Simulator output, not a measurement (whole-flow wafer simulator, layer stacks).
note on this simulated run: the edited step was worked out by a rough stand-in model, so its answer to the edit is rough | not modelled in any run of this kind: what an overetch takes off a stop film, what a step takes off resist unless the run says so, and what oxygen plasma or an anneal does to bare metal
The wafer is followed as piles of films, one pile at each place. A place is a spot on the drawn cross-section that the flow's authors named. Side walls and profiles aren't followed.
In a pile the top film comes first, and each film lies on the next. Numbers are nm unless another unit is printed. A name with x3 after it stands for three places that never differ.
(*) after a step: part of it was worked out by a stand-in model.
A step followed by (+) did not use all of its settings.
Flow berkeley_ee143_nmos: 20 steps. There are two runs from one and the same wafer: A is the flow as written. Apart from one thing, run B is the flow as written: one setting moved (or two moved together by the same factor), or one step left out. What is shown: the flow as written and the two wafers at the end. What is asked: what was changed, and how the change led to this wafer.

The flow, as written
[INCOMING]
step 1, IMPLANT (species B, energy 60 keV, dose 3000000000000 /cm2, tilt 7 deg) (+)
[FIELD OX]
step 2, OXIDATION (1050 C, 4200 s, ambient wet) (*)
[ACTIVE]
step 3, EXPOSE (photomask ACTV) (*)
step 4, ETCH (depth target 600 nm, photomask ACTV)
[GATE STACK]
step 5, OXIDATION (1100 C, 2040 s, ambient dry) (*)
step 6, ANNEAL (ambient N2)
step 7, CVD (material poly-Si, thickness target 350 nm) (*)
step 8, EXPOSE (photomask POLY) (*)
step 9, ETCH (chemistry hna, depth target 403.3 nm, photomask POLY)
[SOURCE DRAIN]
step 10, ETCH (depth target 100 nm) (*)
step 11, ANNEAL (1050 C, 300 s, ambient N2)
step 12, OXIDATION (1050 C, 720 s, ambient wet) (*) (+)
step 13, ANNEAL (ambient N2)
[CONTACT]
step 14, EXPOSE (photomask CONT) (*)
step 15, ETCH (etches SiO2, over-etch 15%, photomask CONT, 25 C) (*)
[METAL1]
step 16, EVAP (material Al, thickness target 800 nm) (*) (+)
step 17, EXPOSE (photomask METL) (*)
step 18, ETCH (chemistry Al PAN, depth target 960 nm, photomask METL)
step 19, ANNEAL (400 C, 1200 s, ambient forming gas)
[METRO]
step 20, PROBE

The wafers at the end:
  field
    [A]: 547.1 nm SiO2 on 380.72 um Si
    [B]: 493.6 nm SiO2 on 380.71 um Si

The reason: step 10, ETCH: depth target 160 nm was run, while the flow as written has depth target 100 nm.

Step by step, how the change led to this:
  step 10, ETCH (depth target 100 nm) (*)
      field: A -100 SiO2 | B -160 SiO2
  step 12, OXIDATION (1050 C, 720 s, ambient wet) (*) (+)
      field: A +69.1 SiO2, -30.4 Si | B +75.6 SiO2, -33.3 Si
